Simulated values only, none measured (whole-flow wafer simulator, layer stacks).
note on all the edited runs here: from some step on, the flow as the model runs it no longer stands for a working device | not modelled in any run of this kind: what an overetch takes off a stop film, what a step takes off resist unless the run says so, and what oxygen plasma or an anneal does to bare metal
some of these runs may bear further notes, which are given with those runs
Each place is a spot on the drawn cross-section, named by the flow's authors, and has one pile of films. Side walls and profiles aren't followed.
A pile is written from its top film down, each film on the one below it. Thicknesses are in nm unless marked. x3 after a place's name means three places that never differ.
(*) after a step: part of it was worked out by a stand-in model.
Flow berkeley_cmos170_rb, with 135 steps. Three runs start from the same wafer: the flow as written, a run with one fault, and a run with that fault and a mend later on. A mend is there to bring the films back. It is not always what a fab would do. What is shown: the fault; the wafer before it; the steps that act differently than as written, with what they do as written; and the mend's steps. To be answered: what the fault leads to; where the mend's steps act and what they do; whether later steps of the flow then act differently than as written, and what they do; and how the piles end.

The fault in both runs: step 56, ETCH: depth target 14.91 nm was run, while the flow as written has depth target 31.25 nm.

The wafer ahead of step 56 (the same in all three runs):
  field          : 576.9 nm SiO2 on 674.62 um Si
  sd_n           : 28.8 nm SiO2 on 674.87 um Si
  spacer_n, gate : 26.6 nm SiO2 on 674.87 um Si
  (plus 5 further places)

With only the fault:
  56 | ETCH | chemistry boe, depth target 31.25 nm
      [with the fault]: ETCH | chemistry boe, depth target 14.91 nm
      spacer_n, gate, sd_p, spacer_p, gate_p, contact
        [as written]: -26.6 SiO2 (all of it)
        [with the fault]: -14.9 SiO2
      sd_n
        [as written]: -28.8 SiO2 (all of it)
        [with the fault]: -14.9 SiO2
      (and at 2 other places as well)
  Later steps of the flow acting differently than as written (not shown: 31 more steps that differ only slightly, by at most 2% or 0.5 nm, whichever is larger):
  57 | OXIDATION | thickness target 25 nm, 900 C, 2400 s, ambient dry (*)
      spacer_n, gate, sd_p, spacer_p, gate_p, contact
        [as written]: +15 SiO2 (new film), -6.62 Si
        [with the fault]: +11.7 SiO2, -5.15 Si
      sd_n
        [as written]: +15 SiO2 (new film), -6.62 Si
        [with the fault]: +11.3 SiO2, -4.97 Si
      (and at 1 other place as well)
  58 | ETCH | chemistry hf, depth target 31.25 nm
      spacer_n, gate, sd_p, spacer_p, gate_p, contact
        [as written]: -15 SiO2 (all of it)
        [with the fault]: -23.4 SiO2 (all of it)
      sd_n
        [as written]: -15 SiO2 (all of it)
        [with the fault]: -25.2 SiO2 (all of it)
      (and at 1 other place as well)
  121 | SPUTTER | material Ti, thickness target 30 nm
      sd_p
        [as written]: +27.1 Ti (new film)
        [with the fault]: +25.4 Ti (new film)
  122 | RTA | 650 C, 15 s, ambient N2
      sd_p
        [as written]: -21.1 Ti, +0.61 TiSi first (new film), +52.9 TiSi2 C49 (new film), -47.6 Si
        [with the fault]: -19.8 Ti, +50.4 TiSi2 C49 (new film), -45 Si
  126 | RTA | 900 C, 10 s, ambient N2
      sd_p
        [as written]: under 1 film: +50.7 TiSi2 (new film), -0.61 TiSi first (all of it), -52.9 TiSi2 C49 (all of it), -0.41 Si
        [with the fault]: under 1 film: +47.4 TiSi2 (new film), -50.4 TiSi2 C49 (all of it)
  At sd_p, the piles at the end differ from the flow's by more than 2% or 0.5 nm, whichever is larger.
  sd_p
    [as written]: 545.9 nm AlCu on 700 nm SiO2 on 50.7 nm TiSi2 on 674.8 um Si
    [with the fault]: 541.4 nm AlCu on 700 nm SiO2 on 47.4 nm TiSi2 on 674.81 um Si

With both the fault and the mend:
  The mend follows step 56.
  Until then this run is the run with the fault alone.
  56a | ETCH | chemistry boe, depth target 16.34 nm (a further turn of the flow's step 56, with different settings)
      spacer_n, spacer_p, gate_p, contact
        -11.6 SiO2 (all of it)
      gate, sd_p
        -11.7 SiO2 (all of it)
      field
        -16.3 SiO2
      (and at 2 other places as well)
  Later steps of the flow that are run all act as written at every place that is followed, up to a difference of at most 2% or 0.5 nm, whichever is larger.
  At every place that both follow, the piles at the end match the flow's.
